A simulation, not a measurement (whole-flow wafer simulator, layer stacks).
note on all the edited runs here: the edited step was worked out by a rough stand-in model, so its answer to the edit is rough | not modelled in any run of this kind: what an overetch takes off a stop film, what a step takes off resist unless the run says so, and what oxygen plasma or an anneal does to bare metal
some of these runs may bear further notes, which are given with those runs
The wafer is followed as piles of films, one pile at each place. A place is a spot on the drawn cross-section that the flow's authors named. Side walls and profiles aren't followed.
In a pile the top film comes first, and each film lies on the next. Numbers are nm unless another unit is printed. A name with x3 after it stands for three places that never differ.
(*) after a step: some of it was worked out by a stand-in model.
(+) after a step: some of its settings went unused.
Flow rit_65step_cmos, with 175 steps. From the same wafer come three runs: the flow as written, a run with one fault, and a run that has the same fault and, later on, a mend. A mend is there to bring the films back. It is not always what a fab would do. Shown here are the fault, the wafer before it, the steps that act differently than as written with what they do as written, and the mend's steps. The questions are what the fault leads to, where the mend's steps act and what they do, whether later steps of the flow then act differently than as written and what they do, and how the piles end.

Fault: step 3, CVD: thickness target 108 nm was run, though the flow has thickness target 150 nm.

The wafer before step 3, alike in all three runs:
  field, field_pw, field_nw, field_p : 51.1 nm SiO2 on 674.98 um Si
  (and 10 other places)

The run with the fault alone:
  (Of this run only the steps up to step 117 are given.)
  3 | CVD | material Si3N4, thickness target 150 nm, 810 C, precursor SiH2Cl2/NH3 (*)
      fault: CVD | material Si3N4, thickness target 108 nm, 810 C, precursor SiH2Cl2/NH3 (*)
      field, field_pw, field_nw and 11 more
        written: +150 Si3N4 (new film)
        fault: +108 Si3N4 (new film)
  Later steps of the flow acting differently than as written (not shown: 36 more steps that differ only slightly, by at most 2% or 0.5 nm, whichever is larger):
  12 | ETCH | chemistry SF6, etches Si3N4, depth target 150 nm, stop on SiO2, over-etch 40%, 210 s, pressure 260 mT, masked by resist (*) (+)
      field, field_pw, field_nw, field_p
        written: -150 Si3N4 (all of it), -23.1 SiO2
        fault: -108 Si3N4 (all of it), -39.2 SiO2
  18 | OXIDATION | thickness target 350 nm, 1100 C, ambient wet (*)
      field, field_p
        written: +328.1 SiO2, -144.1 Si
        fault: +341.1 SiO2, -149.8 Si
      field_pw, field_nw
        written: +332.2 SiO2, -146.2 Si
        fault: +344.5 SiO2, -151.6 Si
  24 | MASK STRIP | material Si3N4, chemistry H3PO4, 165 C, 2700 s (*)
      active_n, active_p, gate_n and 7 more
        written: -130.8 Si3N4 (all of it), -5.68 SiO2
        fault: -88.8 Si3N4 (all of it), -7.28 SiO2
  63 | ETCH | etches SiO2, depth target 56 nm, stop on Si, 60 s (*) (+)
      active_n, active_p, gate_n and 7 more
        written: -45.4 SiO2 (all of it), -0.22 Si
        fault: -43.8 SiO2 (all of it), -0.25 Si
  The piles after step 117 are only slightly different from the flow's at the places that both follow, by no more than 2% or 0.5 nm, whichever is larger.

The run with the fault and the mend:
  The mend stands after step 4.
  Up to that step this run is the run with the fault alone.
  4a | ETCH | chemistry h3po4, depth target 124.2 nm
      field, field_pw, field_nw and 11 more
        -108 Si3N4 (all of it)
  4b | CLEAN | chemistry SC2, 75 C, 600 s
      alters no film at any place that is followed
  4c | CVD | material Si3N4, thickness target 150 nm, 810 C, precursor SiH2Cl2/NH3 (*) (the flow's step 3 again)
      field, field_pw, field_nw and 11 more
        +150 Si3N4 (new film)
  Every later step of the flow that is run acts as written at every place that is followed.
  The piles end the same as the flow's at every place that both follow.
